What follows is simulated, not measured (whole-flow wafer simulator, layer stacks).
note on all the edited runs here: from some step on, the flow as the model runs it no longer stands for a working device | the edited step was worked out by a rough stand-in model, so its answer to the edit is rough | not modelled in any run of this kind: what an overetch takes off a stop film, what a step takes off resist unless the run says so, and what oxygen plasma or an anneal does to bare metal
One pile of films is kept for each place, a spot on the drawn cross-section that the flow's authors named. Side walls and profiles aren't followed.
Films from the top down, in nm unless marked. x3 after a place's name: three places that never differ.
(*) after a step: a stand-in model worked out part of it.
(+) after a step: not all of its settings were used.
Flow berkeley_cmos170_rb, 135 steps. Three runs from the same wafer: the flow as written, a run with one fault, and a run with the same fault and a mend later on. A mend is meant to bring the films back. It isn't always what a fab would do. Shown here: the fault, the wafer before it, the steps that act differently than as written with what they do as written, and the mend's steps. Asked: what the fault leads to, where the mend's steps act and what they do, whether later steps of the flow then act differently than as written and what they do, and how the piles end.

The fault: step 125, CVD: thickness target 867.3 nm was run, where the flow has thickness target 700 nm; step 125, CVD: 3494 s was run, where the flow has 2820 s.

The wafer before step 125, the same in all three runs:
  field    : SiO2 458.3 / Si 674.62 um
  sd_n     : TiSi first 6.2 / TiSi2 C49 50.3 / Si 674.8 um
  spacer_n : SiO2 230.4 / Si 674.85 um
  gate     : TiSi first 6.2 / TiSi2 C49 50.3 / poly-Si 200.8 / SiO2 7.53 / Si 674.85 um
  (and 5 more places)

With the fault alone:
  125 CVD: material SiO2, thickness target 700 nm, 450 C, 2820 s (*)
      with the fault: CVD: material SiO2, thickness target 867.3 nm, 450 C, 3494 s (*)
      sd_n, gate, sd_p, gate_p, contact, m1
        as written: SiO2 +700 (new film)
        with the fault: SiO2 +867.3 (new film)
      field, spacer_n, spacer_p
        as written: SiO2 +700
        with the fault: SiO2 +867.3
  Later steps of the flow that act differently than as written (3 more steps differ only slightly, by at most 2% or 0.5 nm, whichever is larger, and aren't shown):
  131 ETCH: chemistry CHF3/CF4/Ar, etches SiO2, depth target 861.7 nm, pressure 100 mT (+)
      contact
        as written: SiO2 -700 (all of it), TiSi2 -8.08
        with the fault: SiO2 -861.7
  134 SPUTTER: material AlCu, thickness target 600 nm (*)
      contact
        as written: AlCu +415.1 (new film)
        with the fault: AlCu +379.4 (new film)
  At the end the piles differ from the flow's by more than 2% or 0.5 nm, whichever is larger, at field, sd_n, spacer_n and 6 more.
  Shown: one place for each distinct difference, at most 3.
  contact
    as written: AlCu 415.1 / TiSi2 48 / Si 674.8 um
    with the fault: AlCu 379.4 / SiO2 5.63 / TiSi2 56 / Si 674.8 um
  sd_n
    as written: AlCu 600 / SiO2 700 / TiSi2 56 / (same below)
    with the fault: AlCu 600 / SiO2 867.3 / TiSi2 56 / (same below)
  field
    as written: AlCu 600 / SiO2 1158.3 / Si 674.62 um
    with the fault: AlCu 600 / SiO2 1325.6 / Si 674.62 um

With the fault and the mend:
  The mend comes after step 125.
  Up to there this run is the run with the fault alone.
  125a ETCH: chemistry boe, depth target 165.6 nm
      field, sd_n, spacer_n and 6 more
        SiO2 -165.6
  No later step of the flow acts differently than as written, at any place that is followed, by more than 2% or 0.5 nm, whichever is larger.
  At the end the piles differ from the flow's only slightly at the places that both follow, by at most 2% or 0.5 nm, whichever is larger.
